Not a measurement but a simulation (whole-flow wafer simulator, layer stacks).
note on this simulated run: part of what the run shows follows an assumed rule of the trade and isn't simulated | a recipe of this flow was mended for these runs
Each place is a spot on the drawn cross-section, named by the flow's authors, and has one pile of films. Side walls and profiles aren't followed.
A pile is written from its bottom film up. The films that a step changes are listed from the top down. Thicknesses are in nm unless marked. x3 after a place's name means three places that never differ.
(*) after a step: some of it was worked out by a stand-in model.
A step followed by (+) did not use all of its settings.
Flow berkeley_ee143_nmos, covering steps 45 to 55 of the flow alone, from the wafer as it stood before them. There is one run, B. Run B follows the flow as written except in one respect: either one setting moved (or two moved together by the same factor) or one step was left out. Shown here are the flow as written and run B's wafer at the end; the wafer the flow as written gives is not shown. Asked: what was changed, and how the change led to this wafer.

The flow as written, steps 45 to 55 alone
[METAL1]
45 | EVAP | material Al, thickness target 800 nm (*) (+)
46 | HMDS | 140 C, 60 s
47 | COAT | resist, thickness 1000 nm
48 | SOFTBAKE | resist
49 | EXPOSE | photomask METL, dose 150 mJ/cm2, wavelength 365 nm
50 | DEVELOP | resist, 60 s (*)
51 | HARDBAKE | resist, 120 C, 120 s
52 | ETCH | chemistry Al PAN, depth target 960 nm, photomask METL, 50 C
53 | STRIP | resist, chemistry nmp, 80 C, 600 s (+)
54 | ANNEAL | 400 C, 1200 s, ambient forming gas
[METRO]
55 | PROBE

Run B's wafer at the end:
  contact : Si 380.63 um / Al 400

The reason: step 45, EVAP: thickness target 400 nm was run, whereas the flow has thickness target 800 nm.
The wafer itself shows it: contact has Al 400, and step 45 as written asks for 800 nm.

The path from the change to this, step by step:
  45 | EVAP | material Al, thickness target 800 nm (*) (+)
      gate, sd, contact, field: Al gains 400 (new film) (it would be, as written: Al gains 800 (new film))
  47 | COAT | resist, thickness 1000 nm
      gate: resist gains 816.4 (new film) (it would be, as written: resist gains 834.7 (new film))
      field: resist gains 834 (new film) (it would be, as written: resist gains 854.5 (new film))
  50 | DEVELOP | resist, 60 s (*)
      gate: resist loses 816.4 (all of it), Al loses 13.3 (it would be, as written: resist loses 834.7 (all of it), Al loses 13.3)
      field: resist loses 834 (all of it), Al loses 13.3 (it would be, as written: resist loses 854.5 (all of it), Al loses 13.3)
  52 | ETCH | chemistry Al PAN, depth target 960 nm, photomask METL, 50 C
      gate, sd, field: Al loses 386.7 (all of it) (it would be, as written: Al loses 786.7 (all of it))
